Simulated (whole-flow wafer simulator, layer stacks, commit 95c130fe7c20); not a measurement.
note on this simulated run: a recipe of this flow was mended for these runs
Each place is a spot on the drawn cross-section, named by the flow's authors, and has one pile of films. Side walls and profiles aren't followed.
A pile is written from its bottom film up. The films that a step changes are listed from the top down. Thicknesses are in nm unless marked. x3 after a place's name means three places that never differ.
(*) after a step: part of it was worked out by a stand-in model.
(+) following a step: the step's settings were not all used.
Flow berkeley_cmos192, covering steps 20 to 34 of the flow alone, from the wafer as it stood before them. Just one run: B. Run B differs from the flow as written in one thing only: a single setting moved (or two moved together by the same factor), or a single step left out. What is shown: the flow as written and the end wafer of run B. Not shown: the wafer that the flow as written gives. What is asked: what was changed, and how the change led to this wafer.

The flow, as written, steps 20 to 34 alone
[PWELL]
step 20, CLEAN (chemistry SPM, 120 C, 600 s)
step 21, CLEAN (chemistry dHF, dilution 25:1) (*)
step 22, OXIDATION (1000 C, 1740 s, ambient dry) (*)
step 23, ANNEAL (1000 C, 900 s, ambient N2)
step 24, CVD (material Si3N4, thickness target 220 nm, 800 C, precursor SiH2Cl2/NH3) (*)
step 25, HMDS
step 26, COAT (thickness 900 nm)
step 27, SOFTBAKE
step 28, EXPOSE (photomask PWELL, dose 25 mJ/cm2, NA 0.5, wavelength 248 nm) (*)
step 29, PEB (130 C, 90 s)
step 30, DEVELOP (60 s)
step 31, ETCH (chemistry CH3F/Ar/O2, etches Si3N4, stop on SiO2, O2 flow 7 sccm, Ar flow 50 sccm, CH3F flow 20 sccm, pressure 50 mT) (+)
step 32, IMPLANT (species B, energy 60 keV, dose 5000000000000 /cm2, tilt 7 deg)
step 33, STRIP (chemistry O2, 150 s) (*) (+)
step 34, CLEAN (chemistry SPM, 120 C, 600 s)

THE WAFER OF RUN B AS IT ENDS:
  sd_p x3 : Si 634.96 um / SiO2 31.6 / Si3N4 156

The reason: step 24, CVD: thickness target 156 nm was run, whereas the flow has thickness target 220 nm.
The wafer lets one read it off: sd_p x3 has Si3N4 156, and step 24 as written asks for 220 nm.

Step by step, how the change led to this:
  step 24, CVD (material Si3N4, thickness target 220 nm, 800 C, precursor SiH2Cl2/NH3) (*)
      field x6, sd_p x3: +156 Si3N4 (new film) (as written it would have been: +220 Si3N4 (new film))
  step 31, ETCH (chemistry CH3F/Ar/O2, etches Si3N4, stop on SiO2, O2 flow 7 sccm, Ar flow 50 sccm, CH3F flow 20 sccm, pressure 50 mT) (+)
      field x6: -156 Si3N4 (all of it), -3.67 SiO2 (as written it would have been: -220 Si3N4 (all of it), -3.67 SiO2)
      sd_p x3: -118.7 KrF-resist (as written it would have been: -161.3 KrF-resist)
  step 33, STRIP (chemistry O2, 150 s) (*) (+)
      sd_p x3: -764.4 KrF-resist (all of it) (as written it would have been: -721.7 KrF-resist (all of it))
